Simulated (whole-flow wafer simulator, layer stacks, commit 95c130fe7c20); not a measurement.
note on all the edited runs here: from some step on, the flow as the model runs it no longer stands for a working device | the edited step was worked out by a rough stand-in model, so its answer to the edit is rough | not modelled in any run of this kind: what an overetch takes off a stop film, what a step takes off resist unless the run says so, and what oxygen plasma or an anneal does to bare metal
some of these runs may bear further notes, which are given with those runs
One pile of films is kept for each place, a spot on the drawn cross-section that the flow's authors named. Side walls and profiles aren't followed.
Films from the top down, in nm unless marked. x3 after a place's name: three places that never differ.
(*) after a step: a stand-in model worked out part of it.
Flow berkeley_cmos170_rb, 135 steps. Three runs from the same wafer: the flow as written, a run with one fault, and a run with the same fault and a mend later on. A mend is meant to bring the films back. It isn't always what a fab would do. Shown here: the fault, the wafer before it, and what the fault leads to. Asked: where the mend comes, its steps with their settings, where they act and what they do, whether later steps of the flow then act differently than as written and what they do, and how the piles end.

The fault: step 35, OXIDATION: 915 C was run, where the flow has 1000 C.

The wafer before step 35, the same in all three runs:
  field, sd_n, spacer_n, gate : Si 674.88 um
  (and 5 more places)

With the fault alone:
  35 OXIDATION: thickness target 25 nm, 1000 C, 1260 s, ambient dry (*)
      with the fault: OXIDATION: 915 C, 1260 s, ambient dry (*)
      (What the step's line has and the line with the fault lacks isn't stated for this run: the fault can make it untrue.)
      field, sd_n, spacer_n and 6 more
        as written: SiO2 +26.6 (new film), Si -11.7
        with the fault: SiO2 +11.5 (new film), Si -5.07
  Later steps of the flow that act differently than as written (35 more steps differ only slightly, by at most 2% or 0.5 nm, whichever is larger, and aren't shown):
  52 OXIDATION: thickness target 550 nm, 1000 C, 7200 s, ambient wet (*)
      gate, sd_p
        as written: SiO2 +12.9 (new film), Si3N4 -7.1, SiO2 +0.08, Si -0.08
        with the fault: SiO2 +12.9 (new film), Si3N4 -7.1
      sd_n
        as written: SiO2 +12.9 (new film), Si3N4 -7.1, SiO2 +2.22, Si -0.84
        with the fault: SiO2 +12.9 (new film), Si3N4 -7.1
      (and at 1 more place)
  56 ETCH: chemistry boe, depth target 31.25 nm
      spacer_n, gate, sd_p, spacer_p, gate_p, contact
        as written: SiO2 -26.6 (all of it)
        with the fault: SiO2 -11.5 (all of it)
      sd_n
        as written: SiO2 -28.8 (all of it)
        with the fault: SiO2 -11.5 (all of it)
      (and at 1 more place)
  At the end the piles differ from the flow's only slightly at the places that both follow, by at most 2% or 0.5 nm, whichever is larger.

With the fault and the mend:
  The mend comes after step 36.
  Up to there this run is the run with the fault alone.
  36a OXIDATION: 1000 C, 846 s, ambient dry (*) (the flow's step 35 once more, with other settings)
      field, sd_n, spacer_n and 6 more
        SiO2 +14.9, Si -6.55
  No later step of the flow acts differently than as written, at any place that is followed, by more than 2% or 0.5 nm, whichever is larger.
  At the end the piles differ from the flow's only slightly at the places that both follow, by at most 2% or 0.5 nm, whichever is larger.
